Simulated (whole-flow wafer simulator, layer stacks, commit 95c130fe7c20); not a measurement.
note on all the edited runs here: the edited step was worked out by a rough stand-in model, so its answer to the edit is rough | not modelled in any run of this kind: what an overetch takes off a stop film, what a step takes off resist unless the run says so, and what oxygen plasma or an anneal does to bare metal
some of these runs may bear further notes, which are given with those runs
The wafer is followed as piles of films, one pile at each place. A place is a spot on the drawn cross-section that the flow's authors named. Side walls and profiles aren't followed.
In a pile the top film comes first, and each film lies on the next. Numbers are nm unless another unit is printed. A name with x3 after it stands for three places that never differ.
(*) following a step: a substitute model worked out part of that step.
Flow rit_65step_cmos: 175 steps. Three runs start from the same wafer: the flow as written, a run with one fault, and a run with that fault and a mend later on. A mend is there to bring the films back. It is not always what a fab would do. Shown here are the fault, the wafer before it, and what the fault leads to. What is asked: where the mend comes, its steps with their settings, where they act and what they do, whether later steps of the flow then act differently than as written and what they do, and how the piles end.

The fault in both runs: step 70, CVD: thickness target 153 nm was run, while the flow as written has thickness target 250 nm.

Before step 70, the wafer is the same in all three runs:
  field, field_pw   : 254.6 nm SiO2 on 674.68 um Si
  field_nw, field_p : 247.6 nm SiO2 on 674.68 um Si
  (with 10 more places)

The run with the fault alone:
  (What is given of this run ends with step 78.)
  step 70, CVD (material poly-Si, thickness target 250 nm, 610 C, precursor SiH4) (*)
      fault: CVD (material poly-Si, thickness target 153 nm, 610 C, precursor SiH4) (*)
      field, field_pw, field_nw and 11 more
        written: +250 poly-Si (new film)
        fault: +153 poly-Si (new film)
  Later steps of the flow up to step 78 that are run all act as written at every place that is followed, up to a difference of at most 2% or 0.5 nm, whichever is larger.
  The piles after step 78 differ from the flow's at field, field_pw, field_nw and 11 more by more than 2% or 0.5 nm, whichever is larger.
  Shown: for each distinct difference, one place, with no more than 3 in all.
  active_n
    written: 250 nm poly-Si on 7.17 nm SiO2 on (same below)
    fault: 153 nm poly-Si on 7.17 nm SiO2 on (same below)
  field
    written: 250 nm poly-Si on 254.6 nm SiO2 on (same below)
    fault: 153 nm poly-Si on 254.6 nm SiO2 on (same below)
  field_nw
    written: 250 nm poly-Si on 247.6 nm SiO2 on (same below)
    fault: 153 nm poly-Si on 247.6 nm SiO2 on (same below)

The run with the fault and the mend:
  The mend follows step 71.
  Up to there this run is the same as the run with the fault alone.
  step 71a, ETCH (chemistry tmah, depth target 175.9 nm)
      field, field_pw, field_nw and 11 more
        -153 poly-Si (all of it)
  step 71b, CLEAN (chemistry SC2, 75 C, 600 s) (the flow's step 66 again)
      leaves every film unchanged at each place that is followed
  step 71c, CVD (material poly-Si, thickness target 250 nm, 610 C, precursor SiH4) (*) (the flow's step 70 again)
      field, field_pw, field_nw and 11 more
        +250 poly-Si (new film)
  Later steps of the flow that are run all act as written at every place that is followed.
  The piles end the same as the flow's at every place that both follow.
